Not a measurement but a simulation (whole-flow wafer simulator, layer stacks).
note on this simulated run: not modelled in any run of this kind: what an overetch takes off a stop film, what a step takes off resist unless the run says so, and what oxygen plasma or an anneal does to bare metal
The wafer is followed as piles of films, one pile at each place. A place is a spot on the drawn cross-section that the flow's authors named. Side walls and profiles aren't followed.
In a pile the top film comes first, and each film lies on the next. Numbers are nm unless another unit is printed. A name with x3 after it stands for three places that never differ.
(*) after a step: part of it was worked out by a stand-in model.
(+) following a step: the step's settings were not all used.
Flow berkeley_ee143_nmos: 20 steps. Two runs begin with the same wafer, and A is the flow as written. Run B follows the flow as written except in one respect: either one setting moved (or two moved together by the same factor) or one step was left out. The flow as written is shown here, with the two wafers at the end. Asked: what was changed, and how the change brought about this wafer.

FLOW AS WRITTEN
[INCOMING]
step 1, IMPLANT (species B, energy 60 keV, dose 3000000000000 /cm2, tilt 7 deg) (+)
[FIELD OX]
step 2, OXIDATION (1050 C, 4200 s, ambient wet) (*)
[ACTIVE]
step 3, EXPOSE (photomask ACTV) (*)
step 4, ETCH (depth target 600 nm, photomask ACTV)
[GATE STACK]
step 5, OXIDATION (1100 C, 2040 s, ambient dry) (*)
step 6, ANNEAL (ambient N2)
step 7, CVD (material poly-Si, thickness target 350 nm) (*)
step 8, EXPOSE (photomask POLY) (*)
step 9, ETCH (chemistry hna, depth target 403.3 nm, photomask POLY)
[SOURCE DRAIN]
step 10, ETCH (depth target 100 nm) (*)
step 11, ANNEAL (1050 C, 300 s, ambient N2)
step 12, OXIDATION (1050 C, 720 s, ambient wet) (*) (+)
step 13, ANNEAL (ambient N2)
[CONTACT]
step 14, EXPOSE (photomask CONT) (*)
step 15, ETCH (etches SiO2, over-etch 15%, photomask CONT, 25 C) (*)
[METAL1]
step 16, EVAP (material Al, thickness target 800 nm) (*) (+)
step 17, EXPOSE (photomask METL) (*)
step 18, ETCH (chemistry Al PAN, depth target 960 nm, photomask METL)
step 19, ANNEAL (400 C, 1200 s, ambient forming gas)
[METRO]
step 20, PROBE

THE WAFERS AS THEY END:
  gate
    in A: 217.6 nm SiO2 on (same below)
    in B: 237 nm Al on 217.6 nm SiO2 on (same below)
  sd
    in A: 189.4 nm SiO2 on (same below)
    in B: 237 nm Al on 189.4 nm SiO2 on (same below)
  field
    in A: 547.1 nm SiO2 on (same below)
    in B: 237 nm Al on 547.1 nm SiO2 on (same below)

The reason: step 18, ETCH: depth target 563 nm was run, though the flow has depth target 960 nm.

Step by step, how the change led to this:
  step 18, ETCH (chemistry Al PAN, depth target 960 nm, photomask METL)
      gate, sd, field: A Al loses 800 (all of it) | B Al loses 563
With metal films that touch counted as one body, gate has 1 body; the flow as written gives 0 bodies.
With metal films that touch counted as one body, sd has 1 body; the flow as written gives 0 bodies.
With metal films that touch counted as one body, field has 1 body; the flow as written gives 0 bodies.
